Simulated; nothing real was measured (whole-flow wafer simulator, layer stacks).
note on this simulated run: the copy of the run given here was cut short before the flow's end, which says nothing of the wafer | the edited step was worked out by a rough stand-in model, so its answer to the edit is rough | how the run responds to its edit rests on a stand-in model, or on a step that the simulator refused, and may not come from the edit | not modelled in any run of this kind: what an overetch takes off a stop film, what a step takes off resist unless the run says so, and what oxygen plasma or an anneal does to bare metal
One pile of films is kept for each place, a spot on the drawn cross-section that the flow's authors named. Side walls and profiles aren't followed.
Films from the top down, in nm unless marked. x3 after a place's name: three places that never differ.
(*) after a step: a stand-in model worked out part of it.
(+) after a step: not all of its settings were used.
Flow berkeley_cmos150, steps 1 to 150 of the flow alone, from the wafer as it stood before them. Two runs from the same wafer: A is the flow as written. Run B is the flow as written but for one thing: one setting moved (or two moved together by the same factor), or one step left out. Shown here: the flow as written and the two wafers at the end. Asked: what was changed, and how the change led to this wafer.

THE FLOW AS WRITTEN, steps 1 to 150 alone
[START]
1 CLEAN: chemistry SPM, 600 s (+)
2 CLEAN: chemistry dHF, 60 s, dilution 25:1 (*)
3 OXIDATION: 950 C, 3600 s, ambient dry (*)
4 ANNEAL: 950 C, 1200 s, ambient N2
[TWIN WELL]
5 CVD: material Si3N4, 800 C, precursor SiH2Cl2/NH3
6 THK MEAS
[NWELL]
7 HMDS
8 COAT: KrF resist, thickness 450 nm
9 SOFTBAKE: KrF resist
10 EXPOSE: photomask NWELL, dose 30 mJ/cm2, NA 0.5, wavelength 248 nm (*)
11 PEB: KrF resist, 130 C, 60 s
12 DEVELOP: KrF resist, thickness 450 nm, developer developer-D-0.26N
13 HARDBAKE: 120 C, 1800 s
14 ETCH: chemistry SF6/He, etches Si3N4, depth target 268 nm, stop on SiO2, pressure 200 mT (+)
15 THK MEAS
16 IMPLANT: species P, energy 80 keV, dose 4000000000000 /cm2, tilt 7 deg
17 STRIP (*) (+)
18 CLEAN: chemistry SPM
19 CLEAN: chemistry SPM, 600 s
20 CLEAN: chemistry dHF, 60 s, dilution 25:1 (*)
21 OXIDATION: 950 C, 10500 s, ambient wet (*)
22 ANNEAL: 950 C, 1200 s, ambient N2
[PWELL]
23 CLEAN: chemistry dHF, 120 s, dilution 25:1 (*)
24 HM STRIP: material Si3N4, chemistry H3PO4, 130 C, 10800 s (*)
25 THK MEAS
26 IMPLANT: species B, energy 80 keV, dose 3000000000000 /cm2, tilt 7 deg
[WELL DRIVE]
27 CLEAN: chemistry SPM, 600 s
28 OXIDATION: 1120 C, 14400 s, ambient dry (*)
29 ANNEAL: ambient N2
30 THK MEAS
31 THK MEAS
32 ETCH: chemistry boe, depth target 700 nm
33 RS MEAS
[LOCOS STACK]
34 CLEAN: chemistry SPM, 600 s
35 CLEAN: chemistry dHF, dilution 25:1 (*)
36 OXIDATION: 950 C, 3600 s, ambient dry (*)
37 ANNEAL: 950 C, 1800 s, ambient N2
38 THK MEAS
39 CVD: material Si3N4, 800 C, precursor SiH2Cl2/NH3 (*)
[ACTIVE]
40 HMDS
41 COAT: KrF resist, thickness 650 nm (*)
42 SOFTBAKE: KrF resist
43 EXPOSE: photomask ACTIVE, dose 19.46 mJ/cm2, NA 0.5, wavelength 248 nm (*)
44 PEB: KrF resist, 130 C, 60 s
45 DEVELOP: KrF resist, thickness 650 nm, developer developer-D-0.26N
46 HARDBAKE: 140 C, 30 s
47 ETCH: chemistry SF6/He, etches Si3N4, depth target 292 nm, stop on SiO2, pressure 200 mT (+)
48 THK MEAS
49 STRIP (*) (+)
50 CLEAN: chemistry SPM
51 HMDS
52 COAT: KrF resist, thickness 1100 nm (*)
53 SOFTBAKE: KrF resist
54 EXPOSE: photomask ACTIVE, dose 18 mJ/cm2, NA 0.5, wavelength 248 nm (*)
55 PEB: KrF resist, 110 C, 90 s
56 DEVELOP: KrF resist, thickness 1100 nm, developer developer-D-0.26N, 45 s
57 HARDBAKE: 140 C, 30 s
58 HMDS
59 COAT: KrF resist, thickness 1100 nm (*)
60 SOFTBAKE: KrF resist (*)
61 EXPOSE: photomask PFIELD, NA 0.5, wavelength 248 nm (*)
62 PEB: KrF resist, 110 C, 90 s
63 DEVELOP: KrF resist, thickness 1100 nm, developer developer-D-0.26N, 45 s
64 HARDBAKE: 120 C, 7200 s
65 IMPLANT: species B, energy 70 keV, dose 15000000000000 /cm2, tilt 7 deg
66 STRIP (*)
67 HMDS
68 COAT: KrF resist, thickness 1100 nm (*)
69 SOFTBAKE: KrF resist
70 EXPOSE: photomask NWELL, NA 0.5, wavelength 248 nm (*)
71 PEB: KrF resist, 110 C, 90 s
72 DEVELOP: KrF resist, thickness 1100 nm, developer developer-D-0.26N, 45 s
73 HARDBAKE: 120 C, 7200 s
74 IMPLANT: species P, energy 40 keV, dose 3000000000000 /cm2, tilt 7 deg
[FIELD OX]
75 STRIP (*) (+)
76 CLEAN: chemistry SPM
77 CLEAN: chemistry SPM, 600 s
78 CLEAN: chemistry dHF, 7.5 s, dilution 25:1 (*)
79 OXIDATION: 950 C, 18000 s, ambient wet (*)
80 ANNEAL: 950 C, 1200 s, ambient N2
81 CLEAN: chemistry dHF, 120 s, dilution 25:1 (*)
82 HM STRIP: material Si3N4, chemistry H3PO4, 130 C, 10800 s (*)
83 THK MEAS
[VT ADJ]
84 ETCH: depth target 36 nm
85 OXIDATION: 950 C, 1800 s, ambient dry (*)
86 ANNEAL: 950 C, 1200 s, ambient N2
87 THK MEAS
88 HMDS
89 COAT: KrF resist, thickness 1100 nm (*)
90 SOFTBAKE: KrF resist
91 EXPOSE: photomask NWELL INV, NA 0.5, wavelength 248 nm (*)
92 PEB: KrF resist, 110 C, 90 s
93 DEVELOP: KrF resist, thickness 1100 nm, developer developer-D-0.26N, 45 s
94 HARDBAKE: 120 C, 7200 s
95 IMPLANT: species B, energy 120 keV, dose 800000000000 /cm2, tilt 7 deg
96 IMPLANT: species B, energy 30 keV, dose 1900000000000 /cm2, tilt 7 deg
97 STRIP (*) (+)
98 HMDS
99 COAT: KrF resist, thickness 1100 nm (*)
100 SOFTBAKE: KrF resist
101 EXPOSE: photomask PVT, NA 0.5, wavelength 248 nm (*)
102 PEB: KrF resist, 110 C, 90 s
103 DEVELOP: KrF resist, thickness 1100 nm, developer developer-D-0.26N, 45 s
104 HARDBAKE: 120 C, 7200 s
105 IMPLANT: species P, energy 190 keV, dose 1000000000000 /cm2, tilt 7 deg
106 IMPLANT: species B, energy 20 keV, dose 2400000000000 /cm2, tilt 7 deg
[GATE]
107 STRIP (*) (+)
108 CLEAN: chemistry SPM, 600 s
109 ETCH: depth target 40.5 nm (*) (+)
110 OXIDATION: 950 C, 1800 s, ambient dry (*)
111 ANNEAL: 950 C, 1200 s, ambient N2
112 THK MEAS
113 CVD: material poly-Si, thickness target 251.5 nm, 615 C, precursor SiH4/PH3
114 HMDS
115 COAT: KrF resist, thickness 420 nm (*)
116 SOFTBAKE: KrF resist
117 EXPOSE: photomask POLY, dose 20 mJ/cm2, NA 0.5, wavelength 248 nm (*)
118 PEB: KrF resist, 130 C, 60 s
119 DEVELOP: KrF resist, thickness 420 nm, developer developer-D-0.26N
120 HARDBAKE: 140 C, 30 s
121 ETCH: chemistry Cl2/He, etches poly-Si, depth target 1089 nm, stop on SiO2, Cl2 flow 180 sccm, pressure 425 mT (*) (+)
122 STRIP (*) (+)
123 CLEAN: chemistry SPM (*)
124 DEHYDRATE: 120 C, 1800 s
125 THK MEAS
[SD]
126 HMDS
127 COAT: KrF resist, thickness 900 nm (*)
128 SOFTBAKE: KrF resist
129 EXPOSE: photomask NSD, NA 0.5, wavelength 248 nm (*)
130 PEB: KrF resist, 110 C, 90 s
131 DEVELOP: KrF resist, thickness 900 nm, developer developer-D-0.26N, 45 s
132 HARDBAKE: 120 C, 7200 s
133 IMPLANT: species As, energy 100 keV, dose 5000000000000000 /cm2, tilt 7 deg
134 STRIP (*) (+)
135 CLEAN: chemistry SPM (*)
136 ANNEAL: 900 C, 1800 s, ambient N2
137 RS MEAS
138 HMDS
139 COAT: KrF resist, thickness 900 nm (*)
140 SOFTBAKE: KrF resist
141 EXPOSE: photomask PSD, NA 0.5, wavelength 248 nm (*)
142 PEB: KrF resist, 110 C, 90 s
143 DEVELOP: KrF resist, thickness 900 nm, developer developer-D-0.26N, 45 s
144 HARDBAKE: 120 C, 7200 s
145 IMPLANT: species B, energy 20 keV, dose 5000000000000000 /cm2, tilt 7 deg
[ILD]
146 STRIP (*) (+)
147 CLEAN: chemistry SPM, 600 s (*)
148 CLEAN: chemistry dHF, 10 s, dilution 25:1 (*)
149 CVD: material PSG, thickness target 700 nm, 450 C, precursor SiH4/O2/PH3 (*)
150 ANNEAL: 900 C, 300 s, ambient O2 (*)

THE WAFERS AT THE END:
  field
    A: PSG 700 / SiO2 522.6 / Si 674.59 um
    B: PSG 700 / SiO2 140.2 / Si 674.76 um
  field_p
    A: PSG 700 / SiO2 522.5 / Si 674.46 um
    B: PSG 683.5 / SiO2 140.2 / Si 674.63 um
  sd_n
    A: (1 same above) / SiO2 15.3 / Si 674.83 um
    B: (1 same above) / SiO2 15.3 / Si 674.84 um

The cause: step 79, OXIDATION: 855 C was run, where the flow has 950 C.

How the change led to this, step by step:
  79 OXIDATION: 950 C, 18000 s, ambient wet (*)
      gate_n, sd_p, gate_p, contact, m1: A SiO2 +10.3 (new film), Si3N4 -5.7 | B SiO2 +1.99 (new film), Si3N4 -1.1
      field: A SiO2 +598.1, Si -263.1 | B SiO2 +209.3, Si -92.1
      (and at 2 more places)
  81 CLEAN: chemistry dHF, 120 s, dilution 25:1 (*)
      sd_n, gate_n, sd_p, gate_p, contact, m1: A SiO2 -10.3 (all of it), Si3N4 -1.11 | B SiO2 -1.99 (all of it), Si3N4 -1.84
  82 HM STRIP: material Si3N4, chemistry H3PO4, 130 C, 10800 s (*)
      sd_n, gate_n, contact, m1: A Si3N4 -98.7 (all of it), SiO2 -1.88 | B Si3N4 -102.6 (all of it), SiO2 -1.85
      sd_p, gate_p: A Si3N4 -98.6 (all of it), SiO2 -1.88 | B Si3N4 -102.5 (all of it), SiO2 -1.85
  85 OXIDATION: 950 C, 1800 s, ambient dry (*)
      field, field_p: A SiO2 +2.35, Si -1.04 | B SiO2 +5.28, Si -2.32
      sd_n: A SiO2 +12.2, Si -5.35 | B SiO2 +18.4, Si -8.1
  89 COAT: KrF resist, thickness 1100 nm (*)
      field: A KrF resist +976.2 (new film) | B KrF resist +1045 (new film)
      field_p: A KrF resist +1087.8 (new film) | B KrF resist +1157.6 (new film)
      (and at 6 more places)
  92 PEB: KrF resist, 110 C, 90 s
      sd_n: A KrF resist -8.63 | B KrF resist -7.8
      gate_n: A KrF resist -8.49 | B KrF resist -7.78
      (and at 4 more places)
  93 DEVELOP: KrF resist, thickness 1100 nm, developer developer-D-0.26N, 45 s
      field: A KrF resist -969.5 (all of it) | B KrF resist -1037.8 (all of it)
      sd_n: A KrF resist -1234.3 (all of it) | B KrF resist -1119.1 (all of it)
      (and at 2 more places)
  94 HARDBAKE: 120 C, 7200 s
      field_p: A KrF resist -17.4 | B KrF resist -18.5
      sd_p: A KrF resist -21.4 | B KrF resist -19.4
      (and at 2 more places)
  97 STRIP (*) (+)
      field_p: A KrF resist -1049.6 (all of it) | B KrF resist -1117.7 (all of it)
      sd_p: A KrF resist -1273.5 (all of it) | B KrF resist -1164.8 (all of it)
      (and at 2 more places)
  99 COAT: KrF resist, thickness 1100 nm (*)
      field: A KrF resist +976.2 (new film) | B KrF resist +1045 (new film)
      field_p: A KrF resist +1087.8 (new film) | B KrF resist +1157.6 (new film)
      (and at 6 more places)
  102 PEB: KrF resist, 110 C, 90 s
      sd_n: A KrF resist -8.63 | B KrF resist -7.8
      gate_n: A KrF resist -8.49 | B KrF resist -7.78
      (and at 4 more places)
  103 DEVELOP: KrF resist, thickness 1100 nm, developer developer-D-0.26N, 45 s
      sd_p: A KrF resist -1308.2 (all of it) | B KrF resist -1197.5 (all of it)
      gate_p: A KrF resist -1282.6 (all of it) | B KrF resist -1189.2 (all of it)
  104 HARDBAKE: 120 C, 7200 s
      field: A KrF resist -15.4 | B KrF resist -16.6
      field_p: A KrF resist -17.4 | B KrF resist -18.5
      (and at 4 more places)
  107 STRIP (*) (+)
      field: A KrF resist -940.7 (all of it) | B KrF resist -1007.8 (all of it)
      field_p: A KrF resist -1049.6 (all of it) | B KrF resist -1117.7 (all of it)
      (and at 4 more places)
  109 ETCH: depth target 40.5 nm (*) (+)
      sd_n: A SiO2 -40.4 (all of it) | B SiO2 -20.7 (all of it)
  110 OXIDATION: 950 C, 1800 s, ambient dry (*)
      field, field_p: A SiO2 +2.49, Si -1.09 | B SiO2 +5.94, Si -2.61
  ... 14 more steps ...
  149 CVD: material PSG, thickness target 700 nm, 450 C, precursor SiH4/O2/PH3 (*)
      field_p: A PSG +700 (new film) | B PSG +683.5 (new film)
      sd_p: A PSG +639.5 (new film) | B PSG +677.2 (new film)
